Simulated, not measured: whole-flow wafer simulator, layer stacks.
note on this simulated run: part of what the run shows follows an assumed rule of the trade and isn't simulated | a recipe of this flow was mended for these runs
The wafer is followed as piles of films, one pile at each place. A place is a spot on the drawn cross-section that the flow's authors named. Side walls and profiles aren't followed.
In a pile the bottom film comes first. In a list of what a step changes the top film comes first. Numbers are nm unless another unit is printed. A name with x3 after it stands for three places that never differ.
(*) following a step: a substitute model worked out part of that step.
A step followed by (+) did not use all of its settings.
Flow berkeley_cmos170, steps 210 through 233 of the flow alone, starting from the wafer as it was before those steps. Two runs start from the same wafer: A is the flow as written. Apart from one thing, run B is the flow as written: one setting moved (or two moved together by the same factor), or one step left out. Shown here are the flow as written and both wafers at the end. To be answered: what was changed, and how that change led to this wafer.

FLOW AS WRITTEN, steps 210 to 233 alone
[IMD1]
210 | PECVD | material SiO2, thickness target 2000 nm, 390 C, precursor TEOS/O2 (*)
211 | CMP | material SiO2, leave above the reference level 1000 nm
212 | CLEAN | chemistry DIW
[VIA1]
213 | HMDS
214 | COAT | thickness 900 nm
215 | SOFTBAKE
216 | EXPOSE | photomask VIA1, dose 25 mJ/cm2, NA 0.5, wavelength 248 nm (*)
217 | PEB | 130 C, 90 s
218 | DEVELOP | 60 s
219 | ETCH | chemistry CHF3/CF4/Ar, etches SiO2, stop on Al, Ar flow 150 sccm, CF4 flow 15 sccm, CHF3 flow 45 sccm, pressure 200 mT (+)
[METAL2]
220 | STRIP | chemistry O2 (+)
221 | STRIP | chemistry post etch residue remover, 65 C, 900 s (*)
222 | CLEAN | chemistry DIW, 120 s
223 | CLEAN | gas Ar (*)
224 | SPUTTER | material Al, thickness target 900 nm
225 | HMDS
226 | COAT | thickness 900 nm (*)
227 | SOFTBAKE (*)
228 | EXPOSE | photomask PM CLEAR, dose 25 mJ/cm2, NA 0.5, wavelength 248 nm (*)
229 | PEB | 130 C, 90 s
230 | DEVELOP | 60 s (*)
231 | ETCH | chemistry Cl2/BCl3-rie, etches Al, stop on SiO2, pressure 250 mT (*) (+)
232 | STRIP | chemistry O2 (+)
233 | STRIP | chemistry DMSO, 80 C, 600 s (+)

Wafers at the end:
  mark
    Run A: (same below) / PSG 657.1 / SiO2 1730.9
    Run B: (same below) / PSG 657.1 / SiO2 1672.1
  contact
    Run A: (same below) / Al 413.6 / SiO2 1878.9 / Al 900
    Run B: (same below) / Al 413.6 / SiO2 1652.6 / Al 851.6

The reason: step 210, PECVD: thickness target 1700 nm was run, while the flow as written has thickness target 2000 nm.

The path from the change to this, step by step:
  210 | PECVD | material SiO2, thickness target 2000 nm, 390 C, precursor TEOS/O2 (*)
      field, mark, sd_n and 8 more: A +2000 SiO2 (new film) | B +1700 SiO2 (new film)
      sd_p: A +1975.9 SiO2 (new film) | B +1680.1 SiO2 (new film)
      (and at 1 other place as well)
  211 | CMP | material SiO2, leave above the reference level 1000 nm
      mark: A -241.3 SiO2 | B nothing
      contact: A -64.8 SiO2 | B nothing
      (and at 11 other places as well)
  214 | COAT | thickness 900 nm
      contact: A +900 KrF-resist (new film) | B +1112.2 KrF-resist (new film)
  217 | PEB | 130 C, 90 s
      contact: A -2 KrF-resist | B -2.57 KrF-resist
  220 | STRIP | chemistry O2 (+)
      contact: A -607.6 KrF-resist (all of it) | B -819.3 KrF-resist (all of it)
  224 | SPUTTER | material Al, thickness target 900 nm
      contact: A +900 Al (new film) | B +851.6 Al (new film)
  226 | COAT | thickness 900 nm (*)
      contact: A +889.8 KrF-resist (new film) | B +1139.9 KrF-resist (new film)
  229 | PEB | 130 C, 90 s
      contact: A -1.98 KrF-resist | B -2.65 KrF-resist
  232 | STRIP | chemistry O2 (+)
      sd_n: A -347 KrF-resist (all of it) | B -330.9 KrF-resist (all of it)
      contact: A -339.5 KrF-resist (all of it) | B -589 KrF-resist (all of it)
